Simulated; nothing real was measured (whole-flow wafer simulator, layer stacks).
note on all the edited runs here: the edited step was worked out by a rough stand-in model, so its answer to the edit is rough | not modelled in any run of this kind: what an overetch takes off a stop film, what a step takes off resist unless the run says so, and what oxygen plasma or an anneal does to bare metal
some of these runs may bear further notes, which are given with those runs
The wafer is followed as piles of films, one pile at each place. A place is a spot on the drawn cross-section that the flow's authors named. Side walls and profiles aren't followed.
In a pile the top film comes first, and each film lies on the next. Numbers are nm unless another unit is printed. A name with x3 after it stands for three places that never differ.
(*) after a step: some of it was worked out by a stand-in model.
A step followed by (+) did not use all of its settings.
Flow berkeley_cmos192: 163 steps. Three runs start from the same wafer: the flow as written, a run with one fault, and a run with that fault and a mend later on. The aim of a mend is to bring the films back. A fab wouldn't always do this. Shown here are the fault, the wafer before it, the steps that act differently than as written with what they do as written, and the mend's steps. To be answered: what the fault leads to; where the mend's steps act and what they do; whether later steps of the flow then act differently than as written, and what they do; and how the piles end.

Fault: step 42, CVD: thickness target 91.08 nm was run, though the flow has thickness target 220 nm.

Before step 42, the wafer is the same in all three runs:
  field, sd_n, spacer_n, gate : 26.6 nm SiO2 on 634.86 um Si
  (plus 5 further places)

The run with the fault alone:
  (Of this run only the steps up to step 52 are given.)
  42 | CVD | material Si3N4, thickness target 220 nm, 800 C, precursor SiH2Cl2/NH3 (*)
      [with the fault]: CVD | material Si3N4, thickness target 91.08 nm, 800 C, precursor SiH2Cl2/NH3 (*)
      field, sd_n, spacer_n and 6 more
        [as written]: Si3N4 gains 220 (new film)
        [with the fault]: Si3N4 gains 91.1 (new film)
  Steps later in the flow that act otherwise than as written:
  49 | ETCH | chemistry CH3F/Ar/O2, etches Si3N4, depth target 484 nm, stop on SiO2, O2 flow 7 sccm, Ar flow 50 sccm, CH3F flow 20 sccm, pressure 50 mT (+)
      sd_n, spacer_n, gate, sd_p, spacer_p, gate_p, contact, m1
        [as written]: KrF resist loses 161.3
        [with the fault]: KrF resist loses 75.4
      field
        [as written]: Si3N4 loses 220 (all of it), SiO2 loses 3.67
        [with the fault]: Si3N4 loses 91.1 (all of it), SiO2 loses 3.67
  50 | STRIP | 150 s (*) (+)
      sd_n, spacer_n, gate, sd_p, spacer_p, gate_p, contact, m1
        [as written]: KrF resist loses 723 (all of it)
        [with the fault]: KrF resist loses 809 (all of it)
  After step 52, at sd_n, spacer_n, gate, sd_p, spacer_p, gate_p, contact, m1, the piles differ from the flow's by more than 2% or 0.5 nm, whichever is larger.
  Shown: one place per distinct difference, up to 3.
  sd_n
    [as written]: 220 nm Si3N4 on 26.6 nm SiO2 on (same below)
    [with the fault]: 91.1 nm Si3N4 on 26.6 nm SiO2 on (same below)

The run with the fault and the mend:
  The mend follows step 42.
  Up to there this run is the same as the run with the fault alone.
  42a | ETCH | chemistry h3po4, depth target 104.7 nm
      field, sd_n, spacer_n and 6 more
        Si3N4 loses 91.1 (all of it)
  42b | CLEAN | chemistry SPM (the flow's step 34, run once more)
      leaves every film unchanged at each place that is followed
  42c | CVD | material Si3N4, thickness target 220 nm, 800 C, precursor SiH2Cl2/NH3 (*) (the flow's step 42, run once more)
      field, sd_n, spacer_n and 6 more
        Si3N4 gains 220 (new film)
  None of the later steps of the flow acts differently than as written at any place that is followed.
  By the end, the piles equal the flow's at every place that both follow.
